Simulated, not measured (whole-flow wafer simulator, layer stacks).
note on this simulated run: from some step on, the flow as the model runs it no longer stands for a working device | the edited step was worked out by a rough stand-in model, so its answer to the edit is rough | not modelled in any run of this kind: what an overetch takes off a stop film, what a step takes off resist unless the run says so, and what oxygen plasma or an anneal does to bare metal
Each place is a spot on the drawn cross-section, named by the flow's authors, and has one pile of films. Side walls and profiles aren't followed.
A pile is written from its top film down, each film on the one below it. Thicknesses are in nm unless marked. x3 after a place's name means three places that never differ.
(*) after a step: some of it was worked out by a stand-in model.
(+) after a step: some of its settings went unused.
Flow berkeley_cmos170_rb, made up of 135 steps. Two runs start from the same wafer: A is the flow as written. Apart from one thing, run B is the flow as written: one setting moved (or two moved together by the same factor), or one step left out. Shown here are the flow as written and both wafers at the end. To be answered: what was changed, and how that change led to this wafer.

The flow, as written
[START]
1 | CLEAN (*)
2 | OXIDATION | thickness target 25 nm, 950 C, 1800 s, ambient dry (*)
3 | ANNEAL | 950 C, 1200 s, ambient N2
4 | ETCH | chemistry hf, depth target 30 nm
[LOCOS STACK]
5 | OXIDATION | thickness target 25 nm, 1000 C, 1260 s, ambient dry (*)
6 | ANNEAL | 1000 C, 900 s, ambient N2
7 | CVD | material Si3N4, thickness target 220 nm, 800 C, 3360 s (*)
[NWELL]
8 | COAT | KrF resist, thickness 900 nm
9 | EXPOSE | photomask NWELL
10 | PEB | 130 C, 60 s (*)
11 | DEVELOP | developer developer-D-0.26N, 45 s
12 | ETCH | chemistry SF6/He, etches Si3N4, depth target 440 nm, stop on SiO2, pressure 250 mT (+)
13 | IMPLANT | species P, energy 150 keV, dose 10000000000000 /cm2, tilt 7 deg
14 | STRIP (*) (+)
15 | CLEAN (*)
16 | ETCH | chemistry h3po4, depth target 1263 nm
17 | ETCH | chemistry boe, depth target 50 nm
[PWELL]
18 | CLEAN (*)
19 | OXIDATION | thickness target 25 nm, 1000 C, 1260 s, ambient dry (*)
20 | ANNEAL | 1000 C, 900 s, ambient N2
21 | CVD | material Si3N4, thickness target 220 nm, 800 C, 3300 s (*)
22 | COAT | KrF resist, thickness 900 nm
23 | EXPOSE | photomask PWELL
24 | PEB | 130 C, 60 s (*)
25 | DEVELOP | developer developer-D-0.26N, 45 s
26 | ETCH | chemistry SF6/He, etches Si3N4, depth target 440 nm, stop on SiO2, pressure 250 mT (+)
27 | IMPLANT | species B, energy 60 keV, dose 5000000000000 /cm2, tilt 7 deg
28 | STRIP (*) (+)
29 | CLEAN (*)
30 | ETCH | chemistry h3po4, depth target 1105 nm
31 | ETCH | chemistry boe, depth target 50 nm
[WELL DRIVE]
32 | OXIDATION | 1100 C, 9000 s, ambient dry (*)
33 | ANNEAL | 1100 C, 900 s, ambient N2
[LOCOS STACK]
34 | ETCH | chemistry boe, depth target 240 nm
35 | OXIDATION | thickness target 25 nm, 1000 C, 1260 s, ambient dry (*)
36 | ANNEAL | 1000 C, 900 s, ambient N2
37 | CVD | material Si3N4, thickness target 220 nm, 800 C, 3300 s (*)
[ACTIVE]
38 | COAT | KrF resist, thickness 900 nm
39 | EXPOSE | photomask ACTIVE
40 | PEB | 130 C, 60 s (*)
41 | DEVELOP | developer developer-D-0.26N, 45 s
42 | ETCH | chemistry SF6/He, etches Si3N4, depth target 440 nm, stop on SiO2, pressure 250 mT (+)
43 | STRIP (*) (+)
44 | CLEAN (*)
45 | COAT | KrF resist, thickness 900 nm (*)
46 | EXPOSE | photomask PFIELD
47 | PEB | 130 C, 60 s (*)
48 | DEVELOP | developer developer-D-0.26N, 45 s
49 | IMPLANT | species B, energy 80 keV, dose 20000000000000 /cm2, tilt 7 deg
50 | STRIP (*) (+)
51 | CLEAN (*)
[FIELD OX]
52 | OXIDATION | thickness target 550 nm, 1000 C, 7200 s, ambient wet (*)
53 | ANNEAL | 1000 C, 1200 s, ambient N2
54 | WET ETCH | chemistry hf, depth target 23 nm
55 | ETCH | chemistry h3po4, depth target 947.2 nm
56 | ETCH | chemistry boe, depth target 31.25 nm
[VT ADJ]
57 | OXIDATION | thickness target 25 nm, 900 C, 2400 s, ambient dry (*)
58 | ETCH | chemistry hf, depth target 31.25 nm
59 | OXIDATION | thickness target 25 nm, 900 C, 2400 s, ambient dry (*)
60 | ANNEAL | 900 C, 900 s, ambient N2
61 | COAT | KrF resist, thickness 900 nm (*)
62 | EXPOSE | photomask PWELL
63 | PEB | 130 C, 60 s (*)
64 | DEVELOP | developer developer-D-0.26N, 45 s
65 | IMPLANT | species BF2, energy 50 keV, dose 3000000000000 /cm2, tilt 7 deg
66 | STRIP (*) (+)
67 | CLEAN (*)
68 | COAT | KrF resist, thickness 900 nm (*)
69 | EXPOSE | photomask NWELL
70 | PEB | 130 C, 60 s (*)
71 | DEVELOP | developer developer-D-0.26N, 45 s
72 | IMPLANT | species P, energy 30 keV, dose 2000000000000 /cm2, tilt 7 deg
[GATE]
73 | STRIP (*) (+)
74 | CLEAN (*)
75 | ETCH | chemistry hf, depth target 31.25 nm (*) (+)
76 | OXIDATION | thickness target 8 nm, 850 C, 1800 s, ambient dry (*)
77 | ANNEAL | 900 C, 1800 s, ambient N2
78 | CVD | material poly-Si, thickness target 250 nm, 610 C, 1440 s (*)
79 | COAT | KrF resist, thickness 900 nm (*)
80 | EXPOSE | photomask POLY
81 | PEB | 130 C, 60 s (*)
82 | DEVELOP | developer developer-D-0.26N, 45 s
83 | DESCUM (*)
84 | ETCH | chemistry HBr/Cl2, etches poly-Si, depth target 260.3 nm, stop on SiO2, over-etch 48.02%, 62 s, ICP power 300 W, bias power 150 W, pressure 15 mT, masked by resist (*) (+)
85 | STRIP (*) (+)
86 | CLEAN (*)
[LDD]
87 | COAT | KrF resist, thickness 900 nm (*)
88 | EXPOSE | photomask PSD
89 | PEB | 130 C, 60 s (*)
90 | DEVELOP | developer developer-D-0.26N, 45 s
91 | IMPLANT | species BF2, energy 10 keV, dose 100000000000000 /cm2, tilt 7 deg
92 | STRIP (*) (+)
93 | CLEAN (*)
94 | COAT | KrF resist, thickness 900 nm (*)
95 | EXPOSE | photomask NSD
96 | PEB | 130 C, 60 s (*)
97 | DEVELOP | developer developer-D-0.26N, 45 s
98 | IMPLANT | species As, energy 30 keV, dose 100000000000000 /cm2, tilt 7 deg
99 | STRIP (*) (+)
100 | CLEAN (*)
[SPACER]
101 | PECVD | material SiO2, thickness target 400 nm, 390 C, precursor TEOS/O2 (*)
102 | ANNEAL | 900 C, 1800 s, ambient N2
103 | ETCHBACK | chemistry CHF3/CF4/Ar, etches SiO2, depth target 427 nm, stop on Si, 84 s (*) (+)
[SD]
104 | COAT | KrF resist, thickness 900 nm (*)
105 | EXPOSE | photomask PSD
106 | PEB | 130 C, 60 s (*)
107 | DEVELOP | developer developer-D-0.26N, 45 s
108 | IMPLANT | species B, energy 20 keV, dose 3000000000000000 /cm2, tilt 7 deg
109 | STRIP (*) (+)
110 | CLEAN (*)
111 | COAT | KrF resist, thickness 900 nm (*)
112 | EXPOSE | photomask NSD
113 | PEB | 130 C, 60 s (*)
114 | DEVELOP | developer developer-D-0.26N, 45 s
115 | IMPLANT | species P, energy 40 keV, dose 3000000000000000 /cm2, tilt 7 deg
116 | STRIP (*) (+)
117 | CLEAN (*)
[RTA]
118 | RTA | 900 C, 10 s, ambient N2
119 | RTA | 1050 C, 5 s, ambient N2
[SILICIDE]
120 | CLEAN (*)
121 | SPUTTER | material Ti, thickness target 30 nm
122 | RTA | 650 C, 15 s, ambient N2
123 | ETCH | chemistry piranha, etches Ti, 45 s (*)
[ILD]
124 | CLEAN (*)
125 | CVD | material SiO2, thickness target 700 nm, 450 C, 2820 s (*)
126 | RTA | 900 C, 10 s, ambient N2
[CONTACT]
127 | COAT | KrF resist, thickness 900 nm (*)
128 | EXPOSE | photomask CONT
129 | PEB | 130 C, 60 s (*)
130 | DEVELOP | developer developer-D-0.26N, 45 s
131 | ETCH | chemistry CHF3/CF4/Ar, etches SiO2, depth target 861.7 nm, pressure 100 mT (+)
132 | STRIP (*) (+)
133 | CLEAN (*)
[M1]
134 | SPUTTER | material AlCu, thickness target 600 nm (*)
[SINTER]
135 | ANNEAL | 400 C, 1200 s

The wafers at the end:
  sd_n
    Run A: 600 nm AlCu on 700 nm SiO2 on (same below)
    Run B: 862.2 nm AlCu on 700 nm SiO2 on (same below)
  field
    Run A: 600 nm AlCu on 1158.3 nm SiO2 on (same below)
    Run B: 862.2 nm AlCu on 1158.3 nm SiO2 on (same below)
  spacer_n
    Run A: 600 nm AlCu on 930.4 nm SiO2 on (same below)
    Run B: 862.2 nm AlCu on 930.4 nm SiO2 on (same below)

Cause: step 134, SPUTTER: thickness target 862.2 nm was run, whereas the flow has thickness target 600 nm.
One can read it off the wafer: sd_n has AlCu 862.2, and step 134 as written asks for 600 nm.

How this came from the change, step by step:
  134 | SPUTTER | material AlCu, thickness target 600 nm (*)
      field, sd_n, spacer_n, gate, spacer_p, gate_p, m1: A +600 AlCu (new film) | B +862.2 AlCu (new film)
      sd_p: A +545.9 AlCu (new film) | B +798.4 AlCu (new film)
      (also at 1 further place)
